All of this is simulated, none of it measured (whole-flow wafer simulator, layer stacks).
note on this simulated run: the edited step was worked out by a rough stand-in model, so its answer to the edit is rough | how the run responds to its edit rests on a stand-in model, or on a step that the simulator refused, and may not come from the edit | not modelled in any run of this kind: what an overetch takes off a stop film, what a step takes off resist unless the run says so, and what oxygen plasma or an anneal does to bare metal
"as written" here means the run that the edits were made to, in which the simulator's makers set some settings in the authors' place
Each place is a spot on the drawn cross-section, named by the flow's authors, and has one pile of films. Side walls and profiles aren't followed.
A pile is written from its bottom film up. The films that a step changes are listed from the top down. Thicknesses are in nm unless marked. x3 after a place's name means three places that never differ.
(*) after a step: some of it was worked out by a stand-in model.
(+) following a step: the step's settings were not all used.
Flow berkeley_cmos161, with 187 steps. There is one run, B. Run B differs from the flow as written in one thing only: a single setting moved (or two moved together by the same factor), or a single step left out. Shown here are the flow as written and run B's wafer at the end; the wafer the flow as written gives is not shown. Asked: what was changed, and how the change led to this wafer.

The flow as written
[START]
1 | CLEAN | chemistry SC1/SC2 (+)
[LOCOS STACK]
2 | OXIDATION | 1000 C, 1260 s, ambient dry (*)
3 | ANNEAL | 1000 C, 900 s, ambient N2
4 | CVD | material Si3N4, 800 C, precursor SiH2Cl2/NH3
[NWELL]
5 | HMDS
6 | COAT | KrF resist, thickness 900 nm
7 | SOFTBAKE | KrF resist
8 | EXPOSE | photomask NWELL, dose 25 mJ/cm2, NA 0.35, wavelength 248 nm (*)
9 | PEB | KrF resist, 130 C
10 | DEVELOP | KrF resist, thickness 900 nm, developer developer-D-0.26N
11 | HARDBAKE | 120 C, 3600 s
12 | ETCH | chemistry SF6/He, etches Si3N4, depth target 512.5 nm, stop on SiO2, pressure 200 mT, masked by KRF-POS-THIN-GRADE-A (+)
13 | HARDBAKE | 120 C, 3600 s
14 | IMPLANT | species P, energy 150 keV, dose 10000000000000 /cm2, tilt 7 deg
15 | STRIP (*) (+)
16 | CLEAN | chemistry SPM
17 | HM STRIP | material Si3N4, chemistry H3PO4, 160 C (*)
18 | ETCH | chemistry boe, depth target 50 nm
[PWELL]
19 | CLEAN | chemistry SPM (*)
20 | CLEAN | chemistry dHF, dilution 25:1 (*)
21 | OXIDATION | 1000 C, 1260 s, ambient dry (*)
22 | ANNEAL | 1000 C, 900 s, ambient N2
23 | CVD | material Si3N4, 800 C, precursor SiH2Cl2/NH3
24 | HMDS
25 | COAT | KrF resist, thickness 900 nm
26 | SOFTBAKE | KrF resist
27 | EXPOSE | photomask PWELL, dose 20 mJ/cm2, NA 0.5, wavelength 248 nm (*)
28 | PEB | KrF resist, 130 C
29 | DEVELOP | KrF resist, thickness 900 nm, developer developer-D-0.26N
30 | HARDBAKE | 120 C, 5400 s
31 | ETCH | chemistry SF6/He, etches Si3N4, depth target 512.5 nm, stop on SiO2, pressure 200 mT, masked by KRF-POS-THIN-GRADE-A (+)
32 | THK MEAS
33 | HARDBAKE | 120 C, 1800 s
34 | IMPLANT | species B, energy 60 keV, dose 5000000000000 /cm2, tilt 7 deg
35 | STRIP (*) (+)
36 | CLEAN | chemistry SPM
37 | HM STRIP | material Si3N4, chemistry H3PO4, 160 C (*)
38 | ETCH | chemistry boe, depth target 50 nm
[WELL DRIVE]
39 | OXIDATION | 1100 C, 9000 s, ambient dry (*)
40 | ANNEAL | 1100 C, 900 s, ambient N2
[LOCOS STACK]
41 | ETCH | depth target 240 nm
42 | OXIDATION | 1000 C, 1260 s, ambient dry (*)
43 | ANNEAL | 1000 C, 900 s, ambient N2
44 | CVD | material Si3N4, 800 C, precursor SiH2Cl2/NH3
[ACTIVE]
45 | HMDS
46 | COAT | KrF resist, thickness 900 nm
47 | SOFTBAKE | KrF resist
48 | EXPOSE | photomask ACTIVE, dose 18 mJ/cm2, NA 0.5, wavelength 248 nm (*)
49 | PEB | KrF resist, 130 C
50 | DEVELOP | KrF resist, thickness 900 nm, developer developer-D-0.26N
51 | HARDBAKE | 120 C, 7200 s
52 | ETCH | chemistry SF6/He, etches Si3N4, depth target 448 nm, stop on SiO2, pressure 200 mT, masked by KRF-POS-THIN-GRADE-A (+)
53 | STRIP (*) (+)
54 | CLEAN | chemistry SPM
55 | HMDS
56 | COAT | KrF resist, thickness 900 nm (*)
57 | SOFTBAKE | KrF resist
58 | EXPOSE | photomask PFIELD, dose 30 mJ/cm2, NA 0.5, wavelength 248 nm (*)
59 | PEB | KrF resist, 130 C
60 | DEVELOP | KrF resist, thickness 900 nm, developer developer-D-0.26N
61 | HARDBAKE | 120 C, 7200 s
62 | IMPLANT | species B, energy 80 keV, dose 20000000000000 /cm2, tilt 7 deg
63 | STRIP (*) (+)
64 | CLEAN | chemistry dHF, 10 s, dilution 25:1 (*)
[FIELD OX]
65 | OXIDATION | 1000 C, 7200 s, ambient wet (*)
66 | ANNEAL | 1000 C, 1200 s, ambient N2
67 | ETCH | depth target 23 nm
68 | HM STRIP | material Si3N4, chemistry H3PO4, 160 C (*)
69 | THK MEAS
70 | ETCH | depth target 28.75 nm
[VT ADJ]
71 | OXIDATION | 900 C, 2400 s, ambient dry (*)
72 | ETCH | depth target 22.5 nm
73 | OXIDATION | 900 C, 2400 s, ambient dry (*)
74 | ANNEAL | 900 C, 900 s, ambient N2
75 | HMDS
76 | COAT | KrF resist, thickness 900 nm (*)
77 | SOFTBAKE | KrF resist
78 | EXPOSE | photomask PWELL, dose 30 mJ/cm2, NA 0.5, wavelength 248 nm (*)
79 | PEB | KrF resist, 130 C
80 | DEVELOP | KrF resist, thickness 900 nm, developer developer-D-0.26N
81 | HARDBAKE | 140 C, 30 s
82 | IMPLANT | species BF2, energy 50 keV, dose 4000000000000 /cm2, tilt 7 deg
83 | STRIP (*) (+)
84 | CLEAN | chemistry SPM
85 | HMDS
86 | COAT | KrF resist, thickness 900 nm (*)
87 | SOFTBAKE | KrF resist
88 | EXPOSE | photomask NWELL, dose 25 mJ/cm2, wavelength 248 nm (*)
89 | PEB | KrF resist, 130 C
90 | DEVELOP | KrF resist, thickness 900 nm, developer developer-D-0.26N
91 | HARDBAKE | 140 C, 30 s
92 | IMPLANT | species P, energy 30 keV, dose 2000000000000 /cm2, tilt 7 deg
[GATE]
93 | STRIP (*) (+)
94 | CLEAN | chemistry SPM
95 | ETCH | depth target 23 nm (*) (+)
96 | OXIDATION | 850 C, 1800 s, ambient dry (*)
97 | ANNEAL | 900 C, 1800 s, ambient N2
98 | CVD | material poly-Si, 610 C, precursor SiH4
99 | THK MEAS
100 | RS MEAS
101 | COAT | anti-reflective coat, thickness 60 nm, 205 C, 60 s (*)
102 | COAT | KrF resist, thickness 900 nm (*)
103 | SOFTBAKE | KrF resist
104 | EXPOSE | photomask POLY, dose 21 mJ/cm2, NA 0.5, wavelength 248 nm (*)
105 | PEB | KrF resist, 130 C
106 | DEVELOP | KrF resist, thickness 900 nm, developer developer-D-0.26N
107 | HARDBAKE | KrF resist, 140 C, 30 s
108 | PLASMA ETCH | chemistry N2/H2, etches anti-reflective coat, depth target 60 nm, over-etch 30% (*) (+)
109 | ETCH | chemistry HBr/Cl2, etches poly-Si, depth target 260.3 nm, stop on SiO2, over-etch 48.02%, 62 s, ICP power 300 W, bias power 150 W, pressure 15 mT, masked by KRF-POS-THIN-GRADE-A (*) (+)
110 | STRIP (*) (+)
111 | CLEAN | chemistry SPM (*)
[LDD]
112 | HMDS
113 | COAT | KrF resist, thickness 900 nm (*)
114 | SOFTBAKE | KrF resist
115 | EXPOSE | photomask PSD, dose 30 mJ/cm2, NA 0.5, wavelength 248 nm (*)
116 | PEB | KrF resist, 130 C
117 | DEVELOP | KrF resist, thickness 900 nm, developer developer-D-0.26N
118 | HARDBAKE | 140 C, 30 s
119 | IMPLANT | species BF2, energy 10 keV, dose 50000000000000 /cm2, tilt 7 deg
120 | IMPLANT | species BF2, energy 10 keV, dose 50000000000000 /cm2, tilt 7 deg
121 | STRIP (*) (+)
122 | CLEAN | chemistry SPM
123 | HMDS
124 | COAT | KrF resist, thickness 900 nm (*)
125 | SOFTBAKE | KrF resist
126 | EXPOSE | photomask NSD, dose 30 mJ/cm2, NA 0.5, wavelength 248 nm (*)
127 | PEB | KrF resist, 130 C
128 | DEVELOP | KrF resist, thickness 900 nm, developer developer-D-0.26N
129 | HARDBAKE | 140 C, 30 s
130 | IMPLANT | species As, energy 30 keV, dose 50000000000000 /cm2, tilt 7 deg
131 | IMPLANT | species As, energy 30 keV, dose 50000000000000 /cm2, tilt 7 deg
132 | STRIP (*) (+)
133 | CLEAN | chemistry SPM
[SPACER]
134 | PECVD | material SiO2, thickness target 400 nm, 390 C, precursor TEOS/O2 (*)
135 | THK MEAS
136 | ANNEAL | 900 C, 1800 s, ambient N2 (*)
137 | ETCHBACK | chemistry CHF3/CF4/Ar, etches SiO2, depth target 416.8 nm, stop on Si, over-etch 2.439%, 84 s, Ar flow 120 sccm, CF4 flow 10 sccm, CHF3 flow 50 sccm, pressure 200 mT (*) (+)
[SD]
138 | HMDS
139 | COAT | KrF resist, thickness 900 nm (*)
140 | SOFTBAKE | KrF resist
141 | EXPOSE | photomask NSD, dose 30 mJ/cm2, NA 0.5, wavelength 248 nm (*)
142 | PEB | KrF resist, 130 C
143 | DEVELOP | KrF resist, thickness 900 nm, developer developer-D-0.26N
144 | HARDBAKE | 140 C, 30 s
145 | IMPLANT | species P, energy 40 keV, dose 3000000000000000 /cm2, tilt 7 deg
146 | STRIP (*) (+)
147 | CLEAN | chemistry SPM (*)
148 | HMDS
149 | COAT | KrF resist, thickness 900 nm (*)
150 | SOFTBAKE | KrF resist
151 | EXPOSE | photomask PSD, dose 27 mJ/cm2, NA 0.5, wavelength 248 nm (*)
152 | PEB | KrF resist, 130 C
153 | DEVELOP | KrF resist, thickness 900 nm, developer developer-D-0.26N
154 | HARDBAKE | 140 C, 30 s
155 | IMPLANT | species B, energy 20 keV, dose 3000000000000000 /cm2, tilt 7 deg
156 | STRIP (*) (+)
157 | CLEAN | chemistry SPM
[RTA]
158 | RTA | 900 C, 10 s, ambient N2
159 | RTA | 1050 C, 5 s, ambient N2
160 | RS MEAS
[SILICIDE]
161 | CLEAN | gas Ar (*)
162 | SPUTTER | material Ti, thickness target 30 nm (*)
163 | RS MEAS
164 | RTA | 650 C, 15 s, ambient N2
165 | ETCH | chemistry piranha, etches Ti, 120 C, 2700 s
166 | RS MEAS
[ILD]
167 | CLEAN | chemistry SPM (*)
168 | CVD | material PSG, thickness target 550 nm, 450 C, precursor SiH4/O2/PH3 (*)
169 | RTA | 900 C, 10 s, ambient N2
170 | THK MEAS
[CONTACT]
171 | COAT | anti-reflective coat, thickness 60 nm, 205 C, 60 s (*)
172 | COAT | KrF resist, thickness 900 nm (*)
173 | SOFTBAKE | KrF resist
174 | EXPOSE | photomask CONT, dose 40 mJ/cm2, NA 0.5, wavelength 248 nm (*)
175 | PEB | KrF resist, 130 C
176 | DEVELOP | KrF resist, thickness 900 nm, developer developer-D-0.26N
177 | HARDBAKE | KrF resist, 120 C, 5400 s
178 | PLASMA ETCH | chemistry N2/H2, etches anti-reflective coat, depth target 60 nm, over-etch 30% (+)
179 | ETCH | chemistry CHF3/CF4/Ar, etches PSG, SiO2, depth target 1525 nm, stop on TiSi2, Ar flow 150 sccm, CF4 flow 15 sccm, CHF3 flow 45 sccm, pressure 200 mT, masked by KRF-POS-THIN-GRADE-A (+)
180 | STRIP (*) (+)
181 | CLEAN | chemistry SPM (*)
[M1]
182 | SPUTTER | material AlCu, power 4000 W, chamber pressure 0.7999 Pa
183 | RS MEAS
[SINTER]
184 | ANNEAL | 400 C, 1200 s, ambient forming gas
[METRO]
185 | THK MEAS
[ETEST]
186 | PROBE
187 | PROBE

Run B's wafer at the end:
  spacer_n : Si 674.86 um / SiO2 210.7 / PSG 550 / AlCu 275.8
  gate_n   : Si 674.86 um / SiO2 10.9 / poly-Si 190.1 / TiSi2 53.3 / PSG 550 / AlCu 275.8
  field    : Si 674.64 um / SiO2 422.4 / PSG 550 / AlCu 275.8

Cause: step 95, ETCH: depth target 9 nm was run, whereas the flow has depth target 23 nm.

How this came from the change, step by step:
  95 | ETCH | depth target 23 nm (*) (+)
      sd_n, spacer_n, gate_n, sd_p, spacer_p, gate_p, contact, m1: SiO2 loses 9 (it would be, as written: SiO2 loses 14.9 (all of it))
      field: SiO2 loses 9 (it would be, as written: SiO2 loses 23)
  96 | OXIDATION | 850 C, 1800 s, ambient dry (*)
      sd_n, spacer_n, gate_n, sd_p, spacer_p, gate_p, contact, m1: SiO2 gains 4.99, Si loses 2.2 (it would be, as written: SiO2 gains 7.48 (new film), Si loses 3.29)
  101 | COAT | anti-reflective coat, thickness 60 nm, 205 C, 60 s (*)
      sd_n: anti-reflective coat gains 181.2 (new film) (it would be, as written: anti-reflective coat gains 173.5 (new film))
      spacer_n: anti-reflective coat gains 27 (new film) (it would be, as written: anti-reflective coat gains 28.7 (new film))
      (as well as at 4 more places)
  108 | PLASMA ETCH | chemistry N2/H2, etches anti-reflective coat, depth target 60 nm, over-etch 30% (*) (+)
      sd_n: anti-reflective coat loses 181.2 (all of it), poly-Si loses 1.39 (it would be, as written: anti-reflective coat loses 173.5 (all of it), poly-Si loses 1.33)
      spacer_n: anti-reflective coat loses 27 (all of it), poly-Si loses 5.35 (it would be, as written: anti-reflective coat loses 28.7 (all of it), poly-Si loses 5.05)
      (as well as at 2 more places)
  110 | STRIP (*) (+)
      gate_n: chemical SiO2 gains 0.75 (new film), KrF resist loses 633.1 (all of it), anti-reflective coat loses 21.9 (all of it), poly-Si loses 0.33 (it would be, as written: chemical SiO2 gains 0.75 (new film), KrF resist loses 626.8 (all of it), anti-reflective coat loses 23.7 (all of it), poly-Si loses 0.33)
      gate_p: chemical SiO2 gains 0.75 (new film), KrF resist loses 601.9 (all of it), anti-reflective coat loses 27 (all of it), poly-Si loses 0.33 (it would be, as written: chemical SiO2 gains 0.75 (new film), KrF resist loses 598.2 (all of it), anti-reflective coat loses 27.9 (all of it), poly-Si loses 0.33)
  171 | COAT | anti-reflective coat, thickness 60 nm, 205 C, 60 s (*)
      sd_n: anti-reflective coat gains 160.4 (new film) (it would be, as written: anti-reflective coat gains 149.7 (new film))
      m1: anti-reflective coat gains 101.1 (new film) (it would be, as written: anti-reflective coat gains 97.8 (new film))
  180 | STRIP (*) (+)
      sd_n: KrF resist loses 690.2 (all of it), anti-reflective coat loses 160.4 (all of it) (it would be, as written: KrF resist loses 692.5 (all of it), anti-reflective coat loses 149.7 (all of it))
      m1: KrF resist loses 744.5 (all of it), anti-reflective coat loses 101.1 (all of it) (it would be, as written: KrF resist loses 739.9 (all of it), anti-reflective coat loses 97.8 (all of it))
